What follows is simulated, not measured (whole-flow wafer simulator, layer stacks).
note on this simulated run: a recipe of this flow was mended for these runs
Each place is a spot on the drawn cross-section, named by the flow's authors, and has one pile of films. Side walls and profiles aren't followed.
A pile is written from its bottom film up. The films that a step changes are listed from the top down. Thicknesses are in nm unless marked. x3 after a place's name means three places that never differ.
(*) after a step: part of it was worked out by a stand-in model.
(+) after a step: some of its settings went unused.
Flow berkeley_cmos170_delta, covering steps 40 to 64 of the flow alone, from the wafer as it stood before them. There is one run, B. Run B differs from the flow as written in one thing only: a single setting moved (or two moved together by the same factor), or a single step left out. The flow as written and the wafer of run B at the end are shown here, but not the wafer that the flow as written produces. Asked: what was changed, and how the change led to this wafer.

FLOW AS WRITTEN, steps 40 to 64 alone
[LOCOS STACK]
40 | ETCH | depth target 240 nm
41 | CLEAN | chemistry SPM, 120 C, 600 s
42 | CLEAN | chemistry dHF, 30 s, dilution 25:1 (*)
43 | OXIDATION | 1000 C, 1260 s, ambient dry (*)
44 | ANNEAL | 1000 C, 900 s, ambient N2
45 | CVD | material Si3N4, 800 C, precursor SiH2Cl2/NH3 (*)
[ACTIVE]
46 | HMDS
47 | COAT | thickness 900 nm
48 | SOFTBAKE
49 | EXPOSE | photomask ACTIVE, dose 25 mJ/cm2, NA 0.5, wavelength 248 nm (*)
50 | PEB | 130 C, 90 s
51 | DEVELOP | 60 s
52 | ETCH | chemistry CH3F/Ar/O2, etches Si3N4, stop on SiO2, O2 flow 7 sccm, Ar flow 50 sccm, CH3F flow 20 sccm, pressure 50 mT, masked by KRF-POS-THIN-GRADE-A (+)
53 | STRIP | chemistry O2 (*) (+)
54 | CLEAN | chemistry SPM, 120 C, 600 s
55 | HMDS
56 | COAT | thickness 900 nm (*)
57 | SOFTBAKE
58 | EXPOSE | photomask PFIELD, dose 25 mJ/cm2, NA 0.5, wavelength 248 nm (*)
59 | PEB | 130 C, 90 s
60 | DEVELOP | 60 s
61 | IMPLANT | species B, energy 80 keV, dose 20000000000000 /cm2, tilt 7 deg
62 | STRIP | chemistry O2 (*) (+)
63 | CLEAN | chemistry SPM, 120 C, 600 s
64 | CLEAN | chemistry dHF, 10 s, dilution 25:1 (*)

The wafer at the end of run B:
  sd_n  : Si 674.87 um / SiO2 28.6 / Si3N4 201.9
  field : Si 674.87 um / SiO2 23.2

Cause: step 43, OXIDATION: 1008 C was run, though the flow has 1000 C.

Step by step, how the change led to this:
  43 | OXIDATION | 1000 C, 1260 s, ambient dry (*)
      field, sd_n, spacer_n and 6 more: SiO2 gains 28.6 (new film), Si loses 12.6 (as written it would have been: SiO2 gains 26.6 (new film), Si loses 11.7)
